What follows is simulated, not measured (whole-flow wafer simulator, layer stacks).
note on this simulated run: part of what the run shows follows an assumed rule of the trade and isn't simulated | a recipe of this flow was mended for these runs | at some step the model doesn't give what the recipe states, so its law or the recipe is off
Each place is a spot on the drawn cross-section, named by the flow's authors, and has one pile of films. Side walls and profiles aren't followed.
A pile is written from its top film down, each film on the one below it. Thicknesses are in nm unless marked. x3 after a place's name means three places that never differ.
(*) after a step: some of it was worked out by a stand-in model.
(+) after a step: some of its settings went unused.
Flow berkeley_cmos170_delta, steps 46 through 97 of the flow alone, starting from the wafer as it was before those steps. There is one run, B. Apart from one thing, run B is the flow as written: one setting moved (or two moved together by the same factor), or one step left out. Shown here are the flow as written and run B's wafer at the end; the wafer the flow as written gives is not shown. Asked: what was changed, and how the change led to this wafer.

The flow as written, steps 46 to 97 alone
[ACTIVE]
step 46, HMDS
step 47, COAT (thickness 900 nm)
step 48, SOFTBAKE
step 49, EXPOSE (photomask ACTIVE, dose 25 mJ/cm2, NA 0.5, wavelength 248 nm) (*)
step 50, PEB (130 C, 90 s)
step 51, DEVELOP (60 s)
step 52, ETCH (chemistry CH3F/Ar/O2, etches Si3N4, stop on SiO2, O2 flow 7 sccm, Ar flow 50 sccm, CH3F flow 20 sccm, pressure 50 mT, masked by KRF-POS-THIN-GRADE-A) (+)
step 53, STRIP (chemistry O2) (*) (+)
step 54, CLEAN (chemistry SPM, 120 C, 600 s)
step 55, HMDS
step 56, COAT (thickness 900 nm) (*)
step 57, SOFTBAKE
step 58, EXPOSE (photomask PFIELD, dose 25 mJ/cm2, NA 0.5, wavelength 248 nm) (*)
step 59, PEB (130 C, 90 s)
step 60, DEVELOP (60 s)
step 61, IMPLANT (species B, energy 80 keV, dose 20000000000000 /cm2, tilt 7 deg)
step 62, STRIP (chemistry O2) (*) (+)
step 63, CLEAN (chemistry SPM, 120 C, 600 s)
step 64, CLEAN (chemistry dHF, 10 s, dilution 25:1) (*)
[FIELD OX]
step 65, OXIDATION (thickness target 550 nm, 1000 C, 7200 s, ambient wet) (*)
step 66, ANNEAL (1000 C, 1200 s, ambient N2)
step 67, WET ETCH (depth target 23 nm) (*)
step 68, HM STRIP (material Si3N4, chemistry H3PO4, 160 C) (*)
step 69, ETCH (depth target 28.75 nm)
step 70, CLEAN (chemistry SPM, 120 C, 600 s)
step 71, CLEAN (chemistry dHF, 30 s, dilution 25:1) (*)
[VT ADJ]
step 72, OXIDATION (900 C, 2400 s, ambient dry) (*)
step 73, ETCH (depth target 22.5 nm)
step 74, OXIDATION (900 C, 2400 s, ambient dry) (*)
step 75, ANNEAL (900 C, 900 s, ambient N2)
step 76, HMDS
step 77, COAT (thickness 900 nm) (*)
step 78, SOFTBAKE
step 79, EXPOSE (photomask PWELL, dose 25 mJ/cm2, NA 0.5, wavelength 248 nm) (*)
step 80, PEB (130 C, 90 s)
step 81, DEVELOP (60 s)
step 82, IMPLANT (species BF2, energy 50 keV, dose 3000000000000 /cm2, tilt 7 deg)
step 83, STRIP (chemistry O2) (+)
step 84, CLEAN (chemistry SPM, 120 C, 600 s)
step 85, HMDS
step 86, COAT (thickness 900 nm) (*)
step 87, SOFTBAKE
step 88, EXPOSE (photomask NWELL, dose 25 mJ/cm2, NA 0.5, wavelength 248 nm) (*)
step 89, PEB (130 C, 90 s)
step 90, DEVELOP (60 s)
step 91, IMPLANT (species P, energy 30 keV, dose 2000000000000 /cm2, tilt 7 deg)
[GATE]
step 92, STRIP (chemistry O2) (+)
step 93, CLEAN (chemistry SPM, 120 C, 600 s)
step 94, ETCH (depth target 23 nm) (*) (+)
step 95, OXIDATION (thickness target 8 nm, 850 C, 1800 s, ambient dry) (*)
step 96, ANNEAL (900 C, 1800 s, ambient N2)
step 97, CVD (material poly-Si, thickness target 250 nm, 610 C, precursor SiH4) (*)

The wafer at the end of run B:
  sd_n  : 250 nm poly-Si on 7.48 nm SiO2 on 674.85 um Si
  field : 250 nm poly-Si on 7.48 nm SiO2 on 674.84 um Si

What caused this: step 65, OXIDATION: thickness target 550 nm, 1000 C, 7200 s, ambient wet (*), was not run.

The path from the change to this, step by step:
  step 67, WET ETCH (depth target 23 nm) (*)
      sd_n, spacer_n, gate, sd_p, spacer_p, gate_p, contact, m1: -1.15 Si3N4 (in the flow as written it would be: -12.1 SiO2 (all of it), -0.54 Si3N4)
      field: -21.2 SiO2 (all of it) (in the flow as written it would be: -23 SiO2)
  step 68, HM STRIP (material Si3N4, chemistry H3PO4, 160 C) (*)
      field: +0.5 chemical SiO2 (new film), -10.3 Si (in the flow as written it would be: -15.1 SiO2)
      sd_n, spacer_n, gate, sd_p, spacer_p, gate_p, contact, m1: -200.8 Si3N4 (all of it), -9.34 SiO2 (in the flow as written it would be: -194.7 Si3N4 (all of it), -9.06 SiO2)
  step 69, ETCH (depth target 28.75 nm)
      field: -0.5 chemical SiO2 (all of it) (in the flow as written it would be: -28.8 SiO2)
  step 70, CLEAN (chemistry SPM, 120 C, 600 s)
      field: +0.8 chemical SiO2 (new film), -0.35 Si (in the flow as written it would be: nothing)
  step 71, CLEAN (chemistry dHF, 30 s, dilution 25:1) (*)
      field: -0.8 chemical SiO2 (all of it) (in the flow as written it would be: -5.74 SiO2)
  step 72, OXIDATION (900 C, 2400 s, ambient dry) (*)
      field: +14.9 SiO2 (new film), -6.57 Si (in the flow as written it would be: +1.59 SiO2, -0.7 Si)
  step 73, ETCH (depth target 22.5 nm)
      field: -14.9 SiO2 (all of it) (in the flow as written it would be: -22.5 SiO2)
  step 74, OXIDATION (900 C, 2400 s, ambient dry) (*)
      field: +14.9 SiO2 (new film), -6.57 Si (in the flow as written it would be: +1.64 SiO2, -0.72 Si)
  step 77, COAT (thickness 900 nm) (*)
      field: +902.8 KrF-resist (new film) (in the flow as written it would be: +839.2 KrF-resist (new film))
      sd_n: +894.7 KrF-resist (new film) (in the flow as written it would be: +1019.4 KrF-resist (new film))
      (as well as at 7 more places)
  step 81, DEVELOP (60 s)
      field: -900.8 KrF-resist (all of it) (in the flow as written it would be: -837.4 KrF-resist (all of it))
      sd_n: -892.7 KrF-resist (all of it) (in the flow as written it would be: -1017.1 KrF-resist (all of it))
      (as well as at 4 more places)
  step 83, STRIP (chemistry O2) (+)
      sd_p: -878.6 KrF-resist (all of it) (in the flow as written it would be: -981.2 KrF-resist (all of it))
      spacer_p: -879.4 KrF-resist (all of it) (in the flow as written it would be: -961.3 KrF-resist (all of it))
      (as well as at 1 more place)
  step 86, COAT (thickness 900 nm) (*)
      field: +902.8 KrF-resist (new film) (in the flow as written it would be: +839.2 KrF-resist (new film))
      sd_n: +894.7 KrF-resist (new film) (in the flow as written it would be: +1019.4 KrF-resist (new film))
      (as well as at 7 more places)
  step 90, DEVELOP (60 s)
      sd_p: -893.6 KrF-resist (all of it) (in the flow as written it would be: -996.1 KrF-resist (all of it))
      spacer_p: -894.3 KrF-resist (all of it) (in the flow as written it would be: -976.3 KrF-resist (all of it))
      (as well as at 1 more place)
  step 92, STRIP (chemistry O2) (+)
      field: -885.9 KrF-resist (all of it) (in the flow as written it would be: -822.4 KrF-resist (all of it))
      sd_n: -877.8 KrF-resist (all of it) (in the flow as written it would be: -1002.2 KrF-resist (all of it))
      (as well as at 4 more places)
  step 94, ETCH (depth target 23 nm) (*) (+)
      field: -14.9 SiO2 (all of it) (in the flow as written it would be: -23 SiO2)
  step 95, OXIDATION (thickness target 8 nm, 850 C, 1800 s, ambient dry) (*)
      field: +7.48 SiO2 (new film), -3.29 Si (in the flow as written it would be: +0.5 SiO2, -0.22 Si)
